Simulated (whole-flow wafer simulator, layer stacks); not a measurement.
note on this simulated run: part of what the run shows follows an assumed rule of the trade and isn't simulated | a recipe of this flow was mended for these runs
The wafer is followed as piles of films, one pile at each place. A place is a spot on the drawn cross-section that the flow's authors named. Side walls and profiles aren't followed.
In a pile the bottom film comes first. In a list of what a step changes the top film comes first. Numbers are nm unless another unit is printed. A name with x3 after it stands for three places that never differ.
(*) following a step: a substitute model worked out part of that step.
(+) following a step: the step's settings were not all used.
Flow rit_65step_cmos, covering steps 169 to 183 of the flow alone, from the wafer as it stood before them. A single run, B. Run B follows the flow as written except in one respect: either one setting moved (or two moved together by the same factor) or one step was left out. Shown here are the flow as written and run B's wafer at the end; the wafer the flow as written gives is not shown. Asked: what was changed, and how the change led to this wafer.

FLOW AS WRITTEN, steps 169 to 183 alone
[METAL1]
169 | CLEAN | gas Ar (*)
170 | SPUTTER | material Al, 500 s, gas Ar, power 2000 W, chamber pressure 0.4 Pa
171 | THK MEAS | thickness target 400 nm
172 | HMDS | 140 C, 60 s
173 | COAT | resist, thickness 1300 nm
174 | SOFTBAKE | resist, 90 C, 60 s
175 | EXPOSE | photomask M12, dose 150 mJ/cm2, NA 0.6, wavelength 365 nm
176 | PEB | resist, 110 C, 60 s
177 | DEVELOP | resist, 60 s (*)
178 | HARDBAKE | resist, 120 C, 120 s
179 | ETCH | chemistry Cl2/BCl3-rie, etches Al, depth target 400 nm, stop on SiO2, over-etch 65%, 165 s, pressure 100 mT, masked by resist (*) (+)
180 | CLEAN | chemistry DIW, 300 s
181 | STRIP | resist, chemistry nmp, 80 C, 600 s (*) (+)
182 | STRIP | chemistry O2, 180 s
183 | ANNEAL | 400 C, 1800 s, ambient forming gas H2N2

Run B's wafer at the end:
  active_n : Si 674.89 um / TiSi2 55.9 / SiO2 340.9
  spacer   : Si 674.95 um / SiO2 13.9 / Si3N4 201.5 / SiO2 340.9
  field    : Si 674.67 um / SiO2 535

What caused this: step 170, SPUTTER: 306 s was run, while the flow as written has 500 s.

Step by step, how the change led to this:
  170 | SPUTTER | material Al, 500 s, gas Ar, power 2000 W, chamber pressure 0.4 Pa
      field, field_pw, field_nw and 10 more: Al gains 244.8 (new film) (as written it would have been: Al gains 400 (new film))
      contact: Al gains 161.2 (new film) (as written it would have been: Al gains 255.4 (new film))
  173 | COAT | resist, thickness 1300 nm
      contact: resist gains 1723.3 (new film) (as written it would have been: resist gains 1785.1 (new film))
  176 | PEB | resist, 110 C, 60 s
      contact: resist loses 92 (as written it would have been: resist loses 95.5)
  178 | HARDBAKE | resist, 120 C, 120 s
      contact: resist loses 59.7 (as written it would have been: resist loses 62.1)
  179 | ETCH | chemistry Cl2/BCl3-rie, etches Al, depth target 400 nm, stop on SiO2, over-etch 65%, 165 s, pressure 100 mT, masked by resist (*) (+)
      field, field_pw, field_nw and 9 more: Al loses 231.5 (all of it), SiO2 loses 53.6 (as written it would have been: Al loses 386.7 (all of it), SiO2 loses 34.2)
  181 | STRIP | resist, chemistry nmp, 80 C, 600 s (*) (+)
      contact: resist loses 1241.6 (all of it) (as written it would have been: resist loses 1297.5 (all of it))
